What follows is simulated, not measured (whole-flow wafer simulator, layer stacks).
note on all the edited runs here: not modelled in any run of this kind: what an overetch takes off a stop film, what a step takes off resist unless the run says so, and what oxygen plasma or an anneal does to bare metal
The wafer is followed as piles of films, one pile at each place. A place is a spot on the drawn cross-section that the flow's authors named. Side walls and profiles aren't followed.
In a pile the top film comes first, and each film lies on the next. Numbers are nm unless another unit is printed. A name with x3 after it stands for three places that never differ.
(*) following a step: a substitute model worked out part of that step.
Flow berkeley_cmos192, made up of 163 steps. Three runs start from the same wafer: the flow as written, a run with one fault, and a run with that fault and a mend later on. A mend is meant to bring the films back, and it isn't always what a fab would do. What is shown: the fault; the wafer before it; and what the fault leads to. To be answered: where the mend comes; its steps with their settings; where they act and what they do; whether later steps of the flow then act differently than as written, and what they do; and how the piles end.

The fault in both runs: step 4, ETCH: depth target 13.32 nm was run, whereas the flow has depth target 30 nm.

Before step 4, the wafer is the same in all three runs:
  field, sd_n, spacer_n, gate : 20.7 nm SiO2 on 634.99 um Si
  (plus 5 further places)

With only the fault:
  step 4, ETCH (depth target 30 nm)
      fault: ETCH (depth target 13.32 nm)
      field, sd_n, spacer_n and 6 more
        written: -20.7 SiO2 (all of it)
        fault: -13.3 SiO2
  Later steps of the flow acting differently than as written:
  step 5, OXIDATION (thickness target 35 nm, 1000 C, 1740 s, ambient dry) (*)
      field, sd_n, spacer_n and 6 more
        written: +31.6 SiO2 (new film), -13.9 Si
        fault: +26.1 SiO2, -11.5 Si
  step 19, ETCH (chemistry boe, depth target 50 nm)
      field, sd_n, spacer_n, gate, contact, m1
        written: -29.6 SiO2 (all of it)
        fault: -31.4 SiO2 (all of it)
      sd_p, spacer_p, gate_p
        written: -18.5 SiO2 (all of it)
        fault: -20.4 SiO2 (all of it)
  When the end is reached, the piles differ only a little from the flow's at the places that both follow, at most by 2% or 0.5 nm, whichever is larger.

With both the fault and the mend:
  The mend stands after step 4.
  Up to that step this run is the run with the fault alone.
  step 4a, ETCH (depth target 16.68 nm) (a further turn of the flow's step 4, with different settings)
      field, sd_n, spacer_n and 6 more
        -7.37 SiO2 (all of it)
  Later steps of the flow that are run all act as written at every place that is followed.
  By the end, the piles equal the flow's at every place that both follow.
